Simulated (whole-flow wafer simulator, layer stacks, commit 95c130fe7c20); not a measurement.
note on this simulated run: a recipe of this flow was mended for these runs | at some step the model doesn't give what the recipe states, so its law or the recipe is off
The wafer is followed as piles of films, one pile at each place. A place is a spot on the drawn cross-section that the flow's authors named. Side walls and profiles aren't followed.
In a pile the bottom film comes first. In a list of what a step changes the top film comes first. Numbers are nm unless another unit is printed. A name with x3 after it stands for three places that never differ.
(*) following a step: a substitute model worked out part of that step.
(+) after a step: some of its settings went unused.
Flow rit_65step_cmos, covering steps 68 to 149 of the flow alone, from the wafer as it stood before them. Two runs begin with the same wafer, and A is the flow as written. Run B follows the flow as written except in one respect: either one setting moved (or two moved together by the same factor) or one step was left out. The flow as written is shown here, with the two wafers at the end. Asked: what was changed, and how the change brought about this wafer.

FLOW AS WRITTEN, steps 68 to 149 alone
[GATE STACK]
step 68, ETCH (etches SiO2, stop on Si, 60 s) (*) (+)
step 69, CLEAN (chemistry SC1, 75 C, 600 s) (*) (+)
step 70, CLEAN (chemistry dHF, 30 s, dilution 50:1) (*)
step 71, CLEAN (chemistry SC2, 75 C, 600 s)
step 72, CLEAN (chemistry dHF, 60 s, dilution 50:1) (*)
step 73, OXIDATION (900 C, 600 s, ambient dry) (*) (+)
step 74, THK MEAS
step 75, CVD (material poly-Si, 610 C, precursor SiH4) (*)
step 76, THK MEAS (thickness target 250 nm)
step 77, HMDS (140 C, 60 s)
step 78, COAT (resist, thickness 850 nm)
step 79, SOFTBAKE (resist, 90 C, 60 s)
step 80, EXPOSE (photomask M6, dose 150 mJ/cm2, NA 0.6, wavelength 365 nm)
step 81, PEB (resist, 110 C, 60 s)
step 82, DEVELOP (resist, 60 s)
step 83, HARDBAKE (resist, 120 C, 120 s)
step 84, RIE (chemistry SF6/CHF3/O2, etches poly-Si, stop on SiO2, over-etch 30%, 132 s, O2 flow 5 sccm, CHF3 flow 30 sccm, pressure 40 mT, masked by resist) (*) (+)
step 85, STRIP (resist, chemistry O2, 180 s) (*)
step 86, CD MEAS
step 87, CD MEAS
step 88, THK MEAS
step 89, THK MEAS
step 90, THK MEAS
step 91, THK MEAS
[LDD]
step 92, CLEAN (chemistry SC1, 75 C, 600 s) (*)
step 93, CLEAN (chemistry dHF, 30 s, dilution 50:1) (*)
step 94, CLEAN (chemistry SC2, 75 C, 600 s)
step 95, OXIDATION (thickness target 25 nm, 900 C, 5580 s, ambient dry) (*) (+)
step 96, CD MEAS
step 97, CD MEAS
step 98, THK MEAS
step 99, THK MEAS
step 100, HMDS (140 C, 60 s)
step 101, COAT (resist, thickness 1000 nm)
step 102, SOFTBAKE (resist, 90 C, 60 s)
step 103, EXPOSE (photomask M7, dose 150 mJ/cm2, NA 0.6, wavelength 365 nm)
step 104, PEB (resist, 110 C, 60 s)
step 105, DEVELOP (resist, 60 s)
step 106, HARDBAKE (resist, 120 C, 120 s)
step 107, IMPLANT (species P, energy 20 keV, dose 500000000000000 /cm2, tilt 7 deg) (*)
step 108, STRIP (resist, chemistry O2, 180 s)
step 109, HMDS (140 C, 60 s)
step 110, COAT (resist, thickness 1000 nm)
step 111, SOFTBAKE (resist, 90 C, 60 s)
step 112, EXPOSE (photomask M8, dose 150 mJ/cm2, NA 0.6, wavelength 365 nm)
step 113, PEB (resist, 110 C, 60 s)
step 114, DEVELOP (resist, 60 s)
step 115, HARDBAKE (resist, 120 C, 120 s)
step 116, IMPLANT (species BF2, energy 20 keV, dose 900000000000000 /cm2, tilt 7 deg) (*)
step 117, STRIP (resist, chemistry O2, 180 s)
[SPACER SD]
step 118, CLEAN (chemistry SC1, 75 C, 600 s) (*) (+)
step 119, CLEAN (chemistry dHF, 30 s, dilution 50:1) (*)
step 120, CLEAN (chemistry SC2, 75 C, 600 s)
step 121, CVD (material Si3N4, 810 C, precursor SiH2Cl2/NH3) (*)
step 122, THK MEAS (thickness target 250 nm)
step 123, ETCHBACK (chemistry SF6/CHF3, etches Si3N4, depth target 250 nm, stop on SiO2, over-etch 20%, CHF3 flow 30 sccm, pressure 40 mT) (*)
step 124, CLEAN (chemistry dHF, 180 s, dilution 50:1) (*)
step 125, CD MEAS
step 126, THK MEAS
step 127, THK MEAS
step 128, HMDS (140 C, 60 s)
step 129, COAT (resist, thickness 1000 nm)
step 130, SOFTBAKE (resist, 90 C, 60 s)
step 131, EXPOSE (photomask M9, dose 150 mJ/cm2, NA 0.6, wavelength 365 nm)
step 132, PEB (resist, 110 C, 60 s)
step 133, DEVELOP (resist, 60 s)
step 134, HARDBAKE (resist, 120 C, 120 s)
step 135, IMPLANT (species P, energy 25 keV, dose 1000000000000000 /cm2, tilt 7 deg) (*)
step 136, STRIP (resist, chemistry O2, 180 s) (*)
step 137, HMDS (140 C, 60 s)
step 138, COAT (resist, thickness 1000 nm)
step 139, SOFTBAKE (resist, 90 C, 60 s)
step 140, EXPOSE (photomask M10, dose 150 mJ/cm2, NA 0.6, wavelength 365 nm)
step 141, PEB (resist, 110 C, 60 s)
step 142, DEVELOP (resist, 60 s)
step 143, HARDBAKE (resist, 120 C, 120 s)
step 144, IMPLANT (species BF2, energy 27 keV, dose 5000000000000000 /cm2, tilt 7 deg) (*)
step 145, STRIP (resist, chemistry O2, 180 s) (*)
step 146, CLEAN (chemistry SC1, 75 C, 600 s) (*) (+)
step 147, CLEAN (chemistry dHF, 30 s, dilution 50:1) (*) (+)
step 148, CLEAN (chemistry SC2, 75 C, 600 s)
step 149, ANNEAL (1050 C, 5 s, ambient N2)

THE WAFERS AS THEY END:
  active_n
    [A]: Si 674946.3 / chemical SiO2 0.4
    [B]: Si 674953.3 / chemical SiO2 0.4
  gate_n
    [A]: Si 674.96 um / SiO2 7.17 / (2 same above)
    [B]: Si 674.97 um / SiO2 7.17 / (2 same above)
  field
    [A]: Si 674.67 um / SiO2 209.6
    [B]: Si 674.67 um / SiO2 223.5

The reason: step 68, ETCH: 45 s was run, whereas the flow has 60 s.

Step by step, how the change led to this:
  step 68, ETCH (etches SiO2, stop on Si, 60 s) (*) (+)
      active_n, active_p, gate_n and 7 more: A SiO2 loses 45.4 (all of it), Si loses 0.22 | B SiO2 loses 42
      field, field_pw, field_nw, field_p: A SiO2 loses 56 | B SiO2 loses 42
  step 69, CLEAN (chemistry SC1, 75 C, 600 s) (*) (+)
      gate_n, gate_p, spacer, spacer_p, sd_n, sd_p, contact, m1: A chemical SiO2 gains 0.6 (new film), Si loses 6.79 | B SiO2 loses 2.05
      active_n, active_p: A chemical SiO2 gains 0.6 (new film), Si loses 6.8 | B SiO2 loses 2.05
  step 70, CLEAN (chemistry dHF, 30 s, dilution 50:1) (*)
      gate_n, gate_p, spacer, spacer_p, sd_n, sd_p, contact, m1: A chemical SiO2 loses 0.6 (all of it) | B SiO2 loses 1.38 (all of it)
      active_n, active_p: A chemical SiO2 loses 0.6 (all of it) | B SiO2 loses 1.35 (all of it)
